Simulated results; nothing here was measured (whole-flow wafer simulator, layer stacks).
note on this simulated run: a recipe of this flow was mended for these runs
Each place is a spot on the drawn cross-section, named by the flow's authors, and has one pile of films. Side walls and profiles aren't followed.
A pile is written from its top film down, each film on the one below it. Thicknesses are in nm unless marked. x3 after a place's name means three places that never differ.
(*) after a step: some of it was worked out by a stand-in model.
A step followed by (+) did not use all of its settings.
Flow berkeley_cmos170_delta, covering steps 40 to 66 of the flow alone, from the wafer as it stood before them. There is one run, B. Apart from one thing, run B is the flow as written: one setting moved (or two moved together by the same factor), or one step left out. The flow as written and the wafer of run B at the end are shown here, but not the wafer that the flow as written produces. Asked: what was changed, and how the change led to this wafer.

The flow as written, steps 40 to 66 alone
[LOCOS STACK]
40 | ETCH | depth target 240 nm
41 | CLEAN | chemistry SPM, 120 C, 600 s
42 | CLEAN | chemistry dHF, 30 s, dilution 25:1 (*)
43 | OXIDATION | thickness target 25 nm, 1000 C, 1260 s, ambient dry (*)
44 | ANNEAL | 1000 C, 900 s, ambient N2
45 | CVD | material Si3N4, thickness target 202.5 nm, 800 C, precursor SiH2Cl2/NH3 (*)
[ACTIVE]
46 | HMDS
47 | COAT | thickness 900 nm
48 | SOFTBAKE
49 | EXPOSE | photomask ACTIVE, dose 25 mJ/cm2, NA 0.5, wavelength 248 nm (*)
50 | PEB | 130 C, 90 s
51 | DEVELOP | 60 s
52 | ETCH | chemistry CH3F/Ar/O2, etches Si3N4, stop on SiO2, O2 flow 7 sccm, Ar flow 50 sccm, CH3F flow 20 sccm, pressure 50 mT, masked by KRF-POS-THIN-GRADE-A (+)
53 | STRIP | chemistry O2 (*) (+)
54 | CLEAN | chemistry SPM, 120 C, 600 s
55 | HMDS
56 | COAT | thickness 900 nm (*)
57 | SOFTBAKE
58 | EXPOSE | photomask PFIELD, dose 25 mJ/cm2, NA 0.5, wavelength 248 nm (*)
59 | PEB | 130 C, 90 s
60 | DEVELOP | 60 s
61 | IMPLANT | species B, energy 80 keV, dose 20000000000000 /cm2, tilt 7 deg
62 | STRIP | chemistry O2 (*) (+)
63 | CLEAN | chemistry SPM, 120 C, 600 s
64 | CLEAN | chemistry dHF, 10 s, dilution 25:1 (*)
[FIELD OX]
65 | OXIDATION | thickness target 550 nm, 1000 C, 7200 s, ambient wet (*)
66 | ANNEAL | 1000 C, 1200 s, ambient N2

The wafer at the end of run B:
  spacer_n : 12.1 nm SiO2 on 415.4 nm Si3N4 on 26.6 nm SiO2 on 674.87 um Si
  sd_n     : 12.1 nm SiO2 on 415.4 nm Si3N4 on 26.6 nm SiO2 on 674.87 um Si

The reason: step 45, CVD: thickness target 422.7 nm was run, whereas the flow has thickness target 202.5 nm.

Step by step, how the change led to this:
  45 | CVD | material Si3N4, thickness target 202.5 nm, 800 C, precursor SiH2Cl2/NH3 (*)
      field, sd_n, spacer_n and 6 more: +422.7 Si3N4 (new film) (as written it would have been: +202.5 Si3N4 (new film))
  52 | ETCH | chemistry CH3F/Ar/O2, etches Si3N4, stop on SiO2, O2 flow 7 sccm, Ar flow 50 sccm, CH3F flow 20 sccm, pressure 50 mT, masked by KRF-POS-THIN-GRADE-A (+)
      sd_n, spacer_n, gate, sd_p, spacer_p, gate_p, contact, m1: -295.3 KrF-resist (as written it would have been: -148.5 KrF-resist)
      field: -422.7 Si3N4 (all of it), -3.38 SiO2 (as written it would have been: -202.5 Si3N4 (all of it), -3.38 SiO2)
  53 | STRIP | chemistry O2 (*) (+)
      sd_n, spacer_n, gate, sd_p, spacer_p, gate_p, contact, m1: -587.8 KrF-resist (all of it) (as written it would have been: -734.6 KrF-resist (all of it))
  56 | COAT | thickness 900 nm (*)
      field: +1019.8 KrF-resist (new film) (as written it would have been: +956.4 KrF-resist (new film))
      sd_n: +683.8 KrF-resist (new film) (as written it would have been: +794.3 KrF-resist (new film))
      (and at 7 other places as well)
  60 | DEVELOP | 60 s
      field: -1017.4 KrF-resist (all of it) (as written it would have been: -954.2 KrF-resist (all of it))
  62 | STRIP | chemistry O2 (*) (+)
      sd_n: -667.4 KrF-resist (all of it) (as written it would have been: -777.7 KrF-resist (all of it))
      spacer_n: -734.1 KrF-resist (all of it) (as written it would have been: -807.8 KrF-resist (all of it))
      (and at 6 other places as well)
  65 | OXIDATION | thickness target 550 nm, 1000 C, 7200 s, ambient wet (*)
      sd_n, sd_p: +12.1 SiO2 (new film), -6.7 Si3N4 (as written it would have been: +12.1 SiO2 (new film), -6.7 Si3N4, +0.15 SiO2, -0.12 Si)
